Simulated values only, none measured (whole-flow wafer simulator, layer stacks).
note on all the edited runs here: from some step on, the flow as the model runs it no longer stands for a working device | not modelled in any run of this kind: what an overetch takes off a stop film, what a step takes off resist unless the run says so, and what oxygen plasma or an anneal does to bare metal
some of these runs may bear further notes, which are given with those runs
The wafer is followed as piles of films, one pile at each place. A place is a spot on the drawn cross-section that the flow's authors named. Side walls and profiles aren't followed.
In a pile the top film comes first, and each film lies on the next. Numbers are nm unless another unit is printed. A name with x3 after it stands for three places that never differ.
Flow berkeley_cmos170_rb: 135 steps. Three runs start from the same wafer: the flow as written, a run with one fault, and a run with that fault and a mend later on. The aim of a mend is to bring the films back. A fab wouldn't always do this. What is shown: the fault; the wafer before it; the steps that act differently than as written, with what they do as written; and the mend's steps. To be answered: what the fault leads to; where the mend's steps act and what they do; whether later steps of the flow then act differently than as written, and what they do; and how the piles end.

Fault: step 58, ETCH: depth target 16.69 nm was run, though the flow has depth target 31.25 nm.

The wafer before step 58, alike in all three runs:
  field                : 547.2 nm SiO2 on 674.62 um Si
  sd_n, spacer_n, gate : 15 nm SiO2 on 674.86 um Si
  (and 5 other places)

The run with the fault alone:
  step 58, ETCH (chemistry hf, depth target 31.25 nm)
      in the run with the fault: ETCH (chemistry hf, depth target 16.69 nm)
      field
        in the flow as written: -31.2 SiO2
        in the run with the fault: -16.7 SiO2
  Later steps of the flow acting differently than as written (not shown: 31 more steps that differ only slightly, by at most 2% or 0.5 nm, whichever is larger):
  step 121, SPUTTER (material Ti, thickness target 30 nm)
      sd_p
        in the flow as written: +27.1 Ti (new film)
        in the run with the fault: +25.4 Ti (new film)
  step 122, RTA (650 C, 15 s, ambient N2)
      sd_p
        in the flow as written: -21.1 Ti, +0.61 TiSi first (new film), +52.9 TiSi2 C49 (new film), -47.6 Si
        in the run with the fault: -19.8 Ti, +50.4 TiSi2 C49 (new film), -45 Si
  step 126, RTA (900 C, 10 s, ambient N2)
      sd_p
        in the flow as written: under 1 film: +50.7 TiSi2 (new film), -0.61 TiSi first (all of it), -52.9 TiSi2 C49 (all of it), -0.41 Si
        in the run with the fault: under 1 film: +47.4 TiSi2 (new film), -50.4 TiSi2 C49 (all of it)
  At sd_p, the piles at the end differ from the flow's by more than 2% or 0.5 nm, whichever is larger.
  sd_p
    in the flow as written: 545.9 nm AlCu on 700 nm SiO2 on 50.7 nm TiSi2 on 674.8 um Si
    in the run with the fault: 541.4 nm AlCu on 700 nm SiO2 on 47.4 nm TiSi2 on 674.81 um Si

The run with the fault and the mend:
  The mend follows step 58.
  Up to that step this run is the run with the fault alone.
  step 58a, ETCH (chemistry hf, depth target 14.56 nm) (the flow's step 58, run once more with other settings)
      field
        -14.6 SiO2
  None of the later steps of the flow differs from how it acts as written, at any place that is followed, by more than 2% or 0.5 nm, whichever is larger.
  By the end, the piles equal the flow's at every place that both follow.
